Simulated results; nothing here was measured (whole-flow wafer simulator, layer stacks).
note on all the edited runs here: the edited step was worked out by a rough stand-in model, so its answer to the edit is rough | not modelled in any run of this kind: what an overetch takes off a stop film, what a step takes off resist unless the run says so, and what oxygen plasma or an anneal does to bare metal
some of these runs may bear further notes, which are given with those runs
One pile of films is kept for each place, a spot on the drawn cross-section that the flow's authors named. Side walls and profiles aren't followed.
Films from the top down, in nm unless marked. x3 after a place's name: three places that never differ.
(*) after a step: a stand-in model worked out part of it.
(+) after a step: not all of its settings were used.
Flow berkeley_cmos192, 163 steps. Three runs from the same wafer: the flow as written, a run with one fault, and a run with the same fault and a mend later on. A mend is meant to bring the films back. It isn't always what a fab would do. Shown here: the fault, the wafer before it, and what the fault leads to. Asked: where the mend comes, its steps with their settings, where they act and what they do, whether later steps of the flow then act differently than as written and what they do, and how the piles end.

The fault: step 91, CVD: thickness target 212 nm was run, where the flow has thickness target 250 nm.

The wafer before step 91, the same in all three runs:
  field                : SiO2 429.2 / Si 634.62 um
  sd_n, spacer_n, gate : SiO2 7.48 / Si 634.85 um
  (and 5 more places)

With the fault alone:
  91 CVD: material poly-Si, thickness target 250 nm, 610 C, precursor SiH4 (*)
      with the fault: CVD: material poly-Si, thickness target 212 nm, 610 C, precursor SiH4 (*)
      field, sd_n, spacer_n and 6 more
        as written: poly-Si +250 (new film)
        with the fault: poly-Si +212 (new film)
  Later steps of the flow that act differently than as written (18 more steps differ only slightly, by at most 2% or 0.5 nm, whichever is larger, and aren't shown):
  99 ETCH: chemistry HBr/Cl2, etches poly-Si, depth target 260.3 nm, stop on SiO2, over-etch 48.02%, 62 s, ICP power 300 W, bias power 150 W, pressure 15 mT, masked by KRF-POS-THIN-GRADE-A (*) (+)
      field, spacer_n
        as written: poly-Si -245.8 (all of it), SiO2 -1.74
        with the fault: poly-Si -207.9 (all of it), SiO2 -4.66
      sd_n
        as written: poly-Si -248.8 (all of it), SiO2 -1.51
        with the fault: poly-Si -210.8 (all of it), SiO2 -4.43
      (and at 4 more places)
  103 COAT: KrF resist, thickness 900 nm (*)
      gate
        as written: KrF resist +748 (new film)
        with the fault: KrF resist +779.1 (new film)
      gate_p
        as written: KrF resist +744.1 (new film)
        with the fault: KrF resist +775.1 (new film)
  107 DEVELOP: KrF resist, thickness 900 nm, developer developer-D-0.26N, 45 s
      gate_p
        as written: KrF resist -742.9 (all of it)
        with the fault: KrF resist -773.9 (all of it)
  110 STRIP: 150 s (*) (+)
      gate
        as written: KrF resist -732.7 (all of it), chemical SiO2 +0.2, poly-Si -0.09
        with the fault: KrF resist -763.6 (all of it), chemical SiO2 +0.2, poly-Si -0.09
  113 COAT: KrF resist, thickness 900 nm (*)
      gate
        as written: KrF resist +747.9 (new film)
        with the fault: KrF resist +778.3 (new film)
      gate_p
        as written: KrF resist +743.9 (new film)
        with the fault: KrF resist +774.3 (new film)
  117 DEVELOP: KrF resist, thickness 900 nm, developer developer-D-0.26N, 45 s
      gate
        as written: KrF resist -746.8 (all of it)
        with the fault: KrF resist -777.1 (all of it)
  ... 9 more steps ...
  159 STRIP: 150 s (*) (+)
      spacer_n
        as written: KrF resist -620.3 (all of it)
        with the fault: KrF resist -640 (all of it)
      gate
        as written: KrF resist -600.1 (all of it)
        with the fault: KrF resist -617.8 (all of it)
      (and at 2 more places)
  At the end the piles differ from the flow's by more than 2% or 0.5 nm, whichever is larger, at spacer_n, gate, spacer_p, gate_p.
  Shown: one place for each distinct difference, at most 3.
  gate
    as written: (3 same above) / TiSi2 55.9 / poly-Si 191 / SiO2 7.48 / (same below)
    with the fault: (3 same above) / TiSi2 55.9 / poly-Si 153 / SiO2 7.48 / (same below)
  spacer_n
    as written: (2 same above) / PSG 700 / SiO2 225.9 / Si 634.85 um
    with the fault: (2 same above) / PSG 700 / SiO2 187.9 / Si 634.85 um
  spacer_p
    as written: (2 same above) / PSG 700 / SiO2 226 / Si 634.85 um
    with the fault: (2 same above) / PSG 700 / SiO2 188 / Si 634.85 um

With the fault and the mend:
  The mend comes after step 91.
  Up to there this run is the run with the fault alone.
  91a ETCH: chemistry tmah, depth target 243.8 nm
      field, sd_n, spacer_n and 6 more
        poly-Si -212 (all of it)
  91b CLEAN: chemistry SPM (the flow's step 87 once more)
      changes no film at any place that is followed
  91c CVD: material poly-Si, thickness target 250 nm, 610 C, precursor SiH4 (*) (the flow's step 91 once more)
      field, sd_n, spacer_n and 6 more
        poly-Si +250 (new film)
  No later step of the flow acts differently than as written at any place that is followed.
  At the end the piles are the same as the flow's at every place that both follow.
